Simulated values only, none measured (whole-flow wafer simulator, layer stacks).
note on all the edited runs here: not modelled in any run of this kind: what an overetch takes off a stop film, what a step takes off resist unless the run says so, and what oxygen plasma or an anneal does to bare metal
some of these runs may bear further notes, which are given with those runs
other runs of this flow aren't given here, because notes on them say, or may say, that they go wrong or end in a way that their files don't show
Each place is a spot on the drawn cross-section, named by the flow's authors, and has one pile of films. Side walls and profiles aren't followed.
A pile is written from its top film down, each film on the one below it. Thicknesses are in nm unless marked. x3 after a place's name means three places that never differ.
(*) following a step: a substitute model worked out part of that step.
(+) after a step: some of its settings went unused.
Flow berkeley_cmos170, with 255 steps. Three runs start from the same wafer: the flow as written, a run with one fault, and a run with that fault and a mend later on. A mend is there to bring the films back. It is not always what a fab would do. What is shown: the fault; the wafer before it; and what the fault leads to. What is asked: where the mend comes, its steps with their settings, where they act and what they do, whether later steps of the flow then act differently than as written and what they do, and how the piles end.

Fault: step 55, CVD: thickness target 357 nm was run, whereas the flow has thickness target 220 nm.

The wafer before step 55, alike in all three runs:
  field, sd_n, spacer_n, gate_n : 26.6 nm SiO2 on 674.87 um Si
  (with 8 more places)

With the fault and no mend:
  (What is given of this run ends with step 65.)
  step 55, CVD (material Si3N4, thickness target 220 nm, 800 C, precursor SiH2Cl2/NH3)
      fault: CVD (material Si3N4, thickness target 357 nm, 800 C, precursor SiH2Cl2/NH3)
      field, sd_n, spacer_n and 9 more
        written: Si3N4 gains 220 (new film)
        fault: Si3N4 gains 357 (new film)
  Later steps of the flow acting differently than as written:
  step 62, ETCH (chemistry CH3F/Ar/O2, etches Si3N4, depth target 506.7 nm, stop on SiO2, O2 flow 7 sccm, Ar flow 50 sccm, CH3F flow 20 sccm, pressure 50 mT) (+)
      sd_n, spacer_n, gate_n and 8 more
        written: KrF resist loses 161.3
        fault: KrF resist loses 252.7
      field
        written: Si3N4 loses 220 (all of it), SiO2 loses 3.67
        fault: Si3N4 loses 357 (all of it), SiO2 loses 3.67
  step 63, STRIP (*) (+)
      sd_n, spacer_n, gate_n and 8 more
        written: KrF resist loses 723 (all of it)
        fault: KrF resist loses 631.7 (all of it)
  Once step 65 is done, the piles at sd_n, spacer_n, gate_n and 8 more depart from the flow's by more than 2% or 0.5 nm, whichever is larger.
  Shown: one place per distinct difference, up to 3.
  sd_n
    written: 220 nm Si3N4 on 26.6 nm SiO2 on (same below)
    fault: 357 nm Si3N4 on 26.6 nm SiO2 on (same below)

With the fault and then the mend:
  The mend stands after step 55.
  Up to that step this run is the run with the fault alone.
  step 55a, ETCH (chemistry h3po4, depth target 137 nm)
      field, sd_n, spacer_n and 9 more
        Si3N4 loses 137
  Every later step of the flow that is run acts as written at every place that is followed.
  At every place that both follow, the piles at the end match the flow's.
